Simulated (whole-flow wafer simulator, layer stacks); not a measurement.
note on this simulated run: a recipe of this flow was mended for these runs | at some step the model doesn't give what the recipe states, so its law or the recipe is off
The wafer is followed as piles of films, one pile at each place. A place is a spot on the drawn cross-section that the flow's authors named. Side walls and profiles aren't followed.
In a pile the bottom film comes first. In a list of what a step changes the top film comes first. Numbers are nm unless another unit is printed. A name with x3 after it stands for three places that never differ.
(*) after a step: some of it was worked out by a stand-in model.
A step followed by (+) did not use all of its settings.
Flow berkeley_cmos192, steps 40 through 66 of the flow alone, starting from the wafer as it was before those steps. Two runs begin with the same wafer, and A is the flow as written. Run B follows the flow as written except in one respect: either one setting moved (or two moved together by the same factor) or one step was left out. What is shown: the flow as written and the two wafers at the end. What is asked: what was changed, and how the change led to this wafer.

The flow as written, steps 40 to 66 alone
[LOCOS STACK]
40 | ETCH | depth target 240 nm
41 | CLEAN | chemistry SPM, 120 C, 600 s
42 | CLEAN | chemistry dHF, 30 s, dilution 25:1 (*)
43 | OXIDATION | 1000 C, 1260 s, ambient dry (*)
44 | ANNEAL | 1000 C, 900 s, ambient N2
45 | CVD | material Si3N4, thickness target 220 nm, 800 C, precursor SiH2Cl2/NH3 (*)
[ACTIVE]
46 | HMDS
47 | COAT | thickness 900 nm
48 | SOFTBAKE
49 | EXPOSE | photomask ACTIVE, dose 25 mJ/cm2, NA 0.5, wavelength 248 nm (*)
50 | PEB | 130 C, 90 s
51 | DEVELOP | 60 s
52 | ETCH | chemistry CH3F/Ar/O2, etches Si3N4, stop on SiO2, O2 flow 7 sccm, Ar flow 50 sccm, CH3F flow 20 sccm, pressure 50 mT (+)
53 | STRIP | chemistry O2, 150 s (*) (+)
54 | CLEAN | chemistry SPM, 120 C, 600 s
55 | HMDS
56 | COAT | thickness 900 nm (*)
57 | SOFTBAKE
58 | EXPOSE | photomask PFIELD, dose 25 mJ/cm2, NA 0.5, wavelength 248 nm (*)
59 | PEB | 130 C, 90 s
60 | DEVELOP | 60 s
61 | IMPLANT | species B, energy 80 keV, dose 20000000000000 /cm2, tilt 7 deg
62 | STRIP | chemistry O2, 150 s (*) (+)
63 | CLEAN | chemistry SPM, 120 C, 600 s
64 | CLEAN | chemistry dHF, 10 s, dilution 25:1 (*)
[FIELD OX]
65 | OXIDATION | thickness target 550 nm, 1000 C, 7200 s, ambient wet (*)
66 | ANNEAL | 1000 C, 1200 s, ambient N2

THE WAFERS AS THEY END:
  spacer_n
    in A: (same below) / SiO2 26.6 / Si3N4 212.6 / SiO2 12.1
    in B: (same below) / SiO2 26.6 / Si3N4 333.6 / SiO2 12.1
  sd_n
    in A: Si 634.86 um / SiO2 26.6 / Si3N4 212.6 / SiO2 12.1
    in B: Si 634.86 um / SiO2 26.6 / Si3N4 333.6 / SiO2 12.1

What caused this: step 45, CVD: thickness target 341 nm was run, though the flow has thickness target 220 nm.

Step by step, how the change led to this:
  45 | CVD | material Si3N4, thickness target 220 nm, 800 C, precursor SiH2Cl2/NH3 (*)
      field, sd_n, spacer_n and 6 more: A +220 Si3N4 (new film) | B +341 Si3N4 (new film)
  52 | ETCH | chemistry CH3F/Ar/O2, etches Si3N4, stop on SiO2, O2 flow 7 sccm, Ar flow 50 sccm, CH3F flow 20 sccm, pressure 50 mT (+)
      sd_n, spacer_n, gate, sd_p, spacer_p, gate_p, contact, m1: A -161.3 KrF-resist | B -242 KrF-resist
      field: A -220 Si3N4 (all of it), -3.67 SiO2 | B -341 Si3N4 (all of it), -3.67 SiO2
  53 | STRIP | chemistry O2, 150 s (*) (+)
      sd_n, spacer_n, gate, sd_p, spacer_p, gate_p, contact, m1: A -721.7 KrF-resist (all of it) | B -641.1 KrF-resist (all of it)
  56 | COAT | thickness 900 nm (*)
      field: A +961.2 KrF-resist (new film) | B +995.6 KrF-resist (new film)
      sd_n: A +785.2 KrF-resist (new film) | B +724.2 KrF-resist (new film)
      (and at 7 other places as well)
  60 | DEVELOP | 60 s
      field: A -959 KrF-resist (all of it) | B -993.3 KrF-resist (all of it)
  62 | STRIP | chemistry O2, 150 s (*) (+)
      sd_n: A -768.5 KrF-resist (all of it) | B -707.7 KrF-resist (all of it)
      spacer_n: A -801.2 KrF-resist (all of it) | B -760 KrF-resist (all of it)
      (and at 6 other places as well)
  65 | OXIDATION | thickness target 550 nm, 1000 C, 7200 s, ambient wet (*)
      sd_n, sd_p: A +12.1 SiO2 (new film), -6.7 Si3N4, +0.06 SiO2, -0.06 Si | B +12.1 SiO2 (new film), -6.7 Si3N4
      gate: A +12.1 SiO2 (new film), -6.7 Si3N4, +0.05 SiO2, -0.05 Si | B +12.1 SiO2 (new film), -6.7 Si3N4
